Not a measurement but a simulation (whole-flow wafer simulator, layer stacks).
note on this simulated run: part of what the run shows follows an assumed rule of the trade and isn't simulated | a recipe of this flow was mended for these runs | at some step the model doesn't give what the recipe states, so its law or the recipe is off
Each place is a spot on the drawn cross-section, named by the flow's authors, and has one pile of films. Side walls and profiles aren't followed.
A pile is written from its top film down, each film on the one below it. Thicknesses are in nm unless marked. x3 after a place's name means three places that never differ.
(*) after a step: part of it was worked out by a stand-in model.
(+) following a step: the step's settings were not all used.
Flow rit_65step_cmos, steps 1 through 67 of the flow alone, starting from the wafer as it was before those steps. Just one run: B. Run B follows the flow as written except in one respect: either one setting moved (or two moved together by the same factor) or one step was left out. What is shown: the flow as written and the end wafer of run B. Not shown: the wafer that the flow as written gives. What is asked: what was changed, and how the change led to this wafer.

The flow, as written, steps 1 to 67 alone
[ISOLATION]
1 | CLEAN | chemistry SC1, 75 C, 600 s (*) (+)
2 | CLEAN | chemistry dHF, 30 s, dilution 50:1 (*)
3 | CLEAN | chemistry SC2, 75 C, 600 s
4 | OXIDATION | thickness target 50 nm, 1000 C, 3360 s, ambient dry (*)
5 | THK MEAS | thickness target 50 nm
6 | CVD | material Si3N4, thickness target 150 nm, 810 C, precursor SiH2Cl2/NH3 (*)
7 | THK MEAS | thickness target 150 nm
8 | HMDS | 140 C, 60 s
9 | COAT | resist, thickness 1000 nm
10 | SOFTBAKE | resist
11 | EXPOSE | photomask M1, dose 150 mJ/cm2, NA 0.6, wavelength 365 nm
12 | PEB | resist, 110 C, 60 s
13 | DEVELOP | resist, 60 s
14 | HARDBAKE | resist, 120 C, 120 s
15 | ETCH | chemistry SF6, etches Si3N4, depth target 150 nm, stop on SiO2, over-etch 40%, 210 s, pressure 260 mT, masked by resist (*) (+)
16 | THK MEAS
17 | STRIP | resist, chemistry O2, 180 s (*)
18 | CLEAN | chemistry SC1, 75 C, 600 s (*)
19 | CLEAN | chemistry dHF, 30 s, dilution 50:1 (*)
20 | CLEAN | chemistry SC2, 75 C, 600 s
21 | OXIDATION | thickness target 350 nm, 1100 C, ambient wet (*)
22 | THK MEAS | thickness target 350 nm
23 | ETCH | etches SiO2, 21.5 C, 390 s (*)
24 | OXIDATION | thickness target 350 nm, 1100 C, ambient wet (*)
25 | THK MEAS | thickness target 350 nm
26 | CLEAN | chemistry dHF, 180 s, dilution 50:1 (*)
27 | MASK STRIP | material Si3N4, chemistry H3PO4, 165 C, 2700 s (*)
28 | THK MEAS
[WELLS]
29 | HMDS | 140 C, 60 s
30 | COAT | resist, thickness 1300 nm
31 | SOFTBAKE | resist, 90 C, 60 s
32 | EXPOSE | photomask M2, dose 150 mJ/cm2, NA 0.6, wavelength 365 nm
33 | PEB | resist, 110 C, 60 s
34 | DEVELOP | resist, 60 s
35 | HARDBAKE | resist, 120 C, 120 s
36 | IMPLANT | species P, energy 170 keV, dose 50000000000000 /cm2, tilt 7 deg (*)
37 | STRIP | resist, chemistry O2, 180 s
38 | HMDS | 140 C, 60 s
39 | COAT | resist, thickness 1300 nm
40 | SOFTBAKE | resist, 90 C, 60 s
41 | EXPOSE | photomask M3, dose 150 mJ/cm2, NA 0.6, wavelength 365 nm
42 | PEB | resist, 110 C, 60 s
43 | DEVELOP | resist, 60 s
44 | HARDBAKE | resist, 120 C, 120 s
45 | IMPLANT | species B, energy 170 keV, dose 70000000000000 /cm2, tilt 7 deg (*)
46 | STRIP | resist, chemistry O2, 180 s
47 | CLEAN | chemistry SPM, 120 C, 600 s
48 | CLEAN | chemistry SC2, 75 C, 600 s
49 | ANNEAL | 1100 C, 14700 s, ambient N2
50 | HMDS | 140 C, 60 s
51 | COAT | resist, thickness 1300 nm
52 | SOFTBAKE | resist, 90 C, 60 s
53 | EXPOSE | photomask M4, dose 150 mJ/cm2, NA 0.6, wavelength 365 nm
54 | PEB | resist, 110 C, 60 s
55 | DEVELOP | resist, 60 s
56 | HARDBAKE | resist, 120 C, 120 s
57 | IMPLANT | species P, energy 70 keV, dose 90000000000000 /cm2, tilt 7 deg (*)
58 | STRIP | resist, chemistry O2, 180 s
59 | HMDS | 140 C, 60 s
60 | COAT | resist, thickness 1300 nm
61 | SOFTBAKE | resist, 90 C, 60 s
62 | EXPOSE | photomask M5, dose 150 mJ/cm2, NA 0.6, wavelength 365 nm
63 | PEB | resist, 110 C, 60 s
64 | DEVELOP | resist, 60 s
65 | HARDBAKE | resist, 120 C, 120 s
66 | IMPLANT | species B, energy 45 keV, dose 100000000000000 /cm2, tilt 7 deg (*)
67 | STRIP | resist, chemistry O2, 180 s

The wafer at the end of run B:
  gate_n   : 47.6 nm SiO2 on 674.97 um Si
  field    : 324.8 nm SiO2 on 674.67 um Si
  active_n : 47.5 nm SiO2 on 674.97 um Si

The reason: step 27, MASK STRIP: 2160 s was run, whereas the flow has 2700 s.

The path from the change to this, step by step:
  27 | MASK STRIP | material Si3N4, chemistry H3PO4, 165 C, 2700 s (*)
      active_n, active_p, gate_n and 7 more: -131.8 Si3N4 (all of it), -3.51 SiO2 (it would be, as written: -131.8 Si3N4 (all of it), -5.64 SiO2)
      field, field_pw, field_nw, field_p: -8.54 SiO2 (it would be, as written: -10.7 SiO2)
